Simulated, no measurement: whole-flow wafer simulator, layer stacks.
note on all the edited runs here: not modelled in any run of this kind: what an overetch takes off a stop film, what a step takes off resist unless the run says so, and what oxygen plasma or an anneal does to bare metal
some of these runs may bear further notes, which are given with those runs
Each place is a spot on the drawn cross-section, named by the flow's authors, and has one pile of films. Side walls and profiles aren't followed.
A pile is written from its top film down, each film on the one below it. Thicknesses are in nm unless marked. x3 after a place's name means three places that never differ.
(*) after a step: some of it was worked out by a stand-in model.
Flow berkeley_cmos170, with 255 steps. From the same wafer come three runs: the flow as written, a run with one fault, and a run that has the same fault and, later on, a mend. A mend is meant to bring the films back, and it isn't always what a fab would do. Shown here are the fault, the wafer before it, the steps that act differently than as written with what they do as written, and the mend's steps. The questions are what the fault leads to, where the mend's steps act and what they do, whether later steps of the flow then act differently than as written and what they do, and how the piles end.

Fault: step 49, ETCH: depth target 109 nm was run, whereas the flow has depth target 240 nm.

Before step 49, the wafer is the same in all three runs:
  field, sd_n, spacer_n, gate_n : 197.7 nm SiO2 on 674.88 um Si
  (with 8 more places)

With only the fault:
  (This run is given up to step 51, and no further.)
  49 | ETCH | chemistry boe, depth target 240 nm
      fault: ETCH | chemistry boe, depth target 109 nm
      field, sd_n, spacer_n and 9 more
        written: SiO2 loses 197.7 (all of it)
        fault: SiO2 loses 109
  Steps further on in the flow that do not act as written:
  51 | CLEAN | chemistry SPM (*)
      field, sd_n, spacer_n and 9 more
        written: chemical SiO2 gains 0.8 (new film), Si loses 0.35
        fault: nothing
  After step 51, at field, sd_n, spacer_n and 9 more, the piles differ from the flow's by more than 2% or 0.5 nm, whichever is larger.
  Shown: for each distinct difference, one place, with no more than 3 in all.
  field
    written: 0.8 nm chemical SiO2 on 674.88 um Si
    fault: 88.7 nm SiO2 on 674.88 um Si

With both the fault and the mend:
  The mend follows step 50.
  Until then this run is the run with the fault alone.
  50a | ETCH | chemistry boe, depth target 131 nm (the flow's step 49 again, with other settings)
      field, sd_n, spacer_n and 9 more
        SiO2 loses 88.7 (all of it)
  None of the later steps of the flow acts differently than as written at any place that is followed.
  At every place that both follow, the piles at the end match the flow's.
